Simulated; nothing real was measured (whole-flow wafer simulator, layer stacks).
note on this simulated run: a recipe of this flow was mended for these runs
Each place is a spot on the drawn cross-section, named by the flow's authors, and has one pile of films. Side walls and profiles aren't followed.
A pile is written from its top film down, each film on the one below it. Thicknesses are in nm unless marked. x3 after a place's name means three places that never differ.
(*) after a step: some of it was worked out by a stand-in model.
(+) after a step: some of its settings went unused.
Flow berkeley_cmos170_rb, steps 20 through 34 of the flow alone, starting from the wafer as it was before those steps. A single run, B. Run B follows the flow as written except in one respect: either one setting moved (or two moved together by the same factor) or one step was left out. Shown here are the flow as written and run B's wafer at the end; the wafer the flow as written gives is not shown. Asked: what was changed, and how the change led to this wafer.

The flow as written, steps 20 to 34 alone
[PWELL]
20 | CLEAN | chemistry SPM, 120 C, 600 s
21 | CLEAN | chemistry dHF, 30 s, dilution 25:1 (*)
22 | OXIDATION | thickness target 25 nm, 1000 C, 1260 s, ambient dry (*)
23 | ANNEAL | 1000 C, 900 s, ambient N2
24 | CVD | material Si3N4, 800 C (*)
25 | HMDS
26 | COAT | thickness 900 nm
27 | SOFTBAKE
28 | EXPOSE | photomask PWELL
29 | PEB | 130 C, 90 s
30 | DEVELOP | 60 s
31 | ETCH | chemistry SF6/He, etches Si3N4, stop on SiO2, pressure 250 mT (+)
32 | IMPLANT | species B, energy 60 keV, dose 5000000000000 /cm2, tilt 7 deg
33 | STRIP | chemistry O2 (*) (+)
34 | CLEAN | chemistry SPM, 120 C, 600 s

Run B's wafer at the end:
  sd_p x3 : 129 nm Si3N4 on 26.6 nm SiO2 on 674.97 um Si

The reason: step 24, CVD: 765 C was run, while the flow as written has 800 C.

The path from the change to this, step by step:
  24 | CVD | material Si3N4, 800 C (*)
      field x6, sd_p x3: Si3N4 gains 129 (new film) (it would be, as written: Si3N4 gains 220 (new film))
  31 | ETCH | chemistry SF6/He, etches Si3N4, stop on SiO2, pressure 250 mT (+)
      field x6: Si3N4 loses 129 (all of it), SiO2 loses 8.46 (it would be, as written: Si3N4 loses 220 (all of it), SiO2 loses 8.46)
      sd_p x3: KrF-resist loses 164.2 (it would be, as written: KrF-resist loses 263)
  33 | STRIP | chemistry O2 (*) (+)
      sd_p x3: KrF-resist loses 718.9 (all of it) (it would be, as written: KrF-resist loses 620 (all of it))
